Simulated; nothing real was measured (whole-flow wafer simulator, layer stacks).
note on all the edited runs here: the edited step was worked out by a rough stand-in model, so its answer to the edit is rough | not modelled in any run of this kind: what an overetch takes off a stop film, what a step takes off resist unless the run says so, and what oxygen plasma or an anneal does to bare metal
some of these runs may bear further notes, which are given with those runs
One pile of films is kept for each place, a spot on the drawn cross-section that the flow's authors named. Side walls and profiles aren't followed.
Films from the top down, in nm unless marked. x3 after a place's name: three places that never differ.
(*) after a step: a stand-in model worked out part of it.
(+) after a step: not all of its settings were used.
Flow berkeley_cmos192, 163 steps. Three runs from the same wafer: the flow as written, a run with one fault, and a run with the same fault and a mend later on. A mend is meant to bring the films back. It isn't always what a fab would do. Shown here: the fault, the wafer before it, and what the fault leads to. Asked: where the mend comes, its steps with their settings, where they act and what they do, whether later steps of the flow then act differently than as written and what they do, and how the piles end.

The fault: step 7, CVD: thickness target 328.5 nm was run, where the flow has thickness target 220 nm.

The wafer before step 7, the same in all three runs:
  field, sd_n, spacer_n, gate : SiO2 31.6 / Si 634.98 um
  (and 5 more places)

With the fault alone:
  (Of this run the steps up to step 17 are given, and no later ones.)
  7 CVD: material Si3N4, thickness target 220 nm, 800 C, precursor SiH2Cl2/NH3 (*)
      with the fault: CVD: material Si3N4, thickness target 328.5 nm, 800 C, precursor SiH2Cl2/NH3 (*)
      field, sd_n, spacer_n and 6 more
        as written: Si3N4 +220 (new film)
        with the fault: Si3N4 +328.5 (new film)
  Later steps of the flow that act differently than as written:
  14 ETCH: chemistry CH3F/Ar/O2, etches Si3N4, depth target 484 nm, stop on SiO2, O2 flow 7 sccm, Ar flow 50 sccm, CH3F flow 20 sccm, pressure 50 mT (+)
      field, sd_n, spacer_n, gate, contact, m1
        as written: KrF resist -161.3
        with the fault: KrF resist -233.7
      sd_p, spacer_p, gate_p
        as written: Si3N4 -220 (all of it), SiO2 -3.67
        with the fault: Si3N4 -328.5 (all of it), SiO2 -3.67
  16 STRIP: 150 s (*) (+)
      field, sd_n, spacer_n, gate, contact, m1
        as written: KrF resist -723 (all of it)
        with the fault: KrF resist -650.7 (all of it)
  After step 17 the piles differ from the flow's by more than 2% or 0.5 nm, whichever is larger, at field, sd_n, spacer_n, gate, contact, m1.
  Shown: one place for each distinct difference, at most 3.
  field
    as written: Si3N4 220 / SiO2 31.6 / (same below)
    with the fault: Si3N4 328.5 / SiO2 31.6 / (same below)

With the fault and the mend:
  The mend comes after step 7.
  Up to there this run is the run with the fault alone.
  7a ETCH: chemistry h3po4, depth target 377.8 nm
      field, sd_n, spacer_n and 6 more
        Si3N4 -328.5 (all of it)
  7b CLEAN: chemistry SC1/SC2 (the flow's step 1 once more)
      changes no film at any place that is followed
  7c CVD: material Si3N4, thickness target 220 nm, 800 C, precursor SiH2Cl2/NH3 (*) (the flow's step 7 once more)
      field, sd_n, spacer_n and 6 more
        Si3N4 +220 (new film)
  No later step of the flow acts differently than as written at any place that is followed.
  At the end the piles are the same as the flow's at every place that both follow.
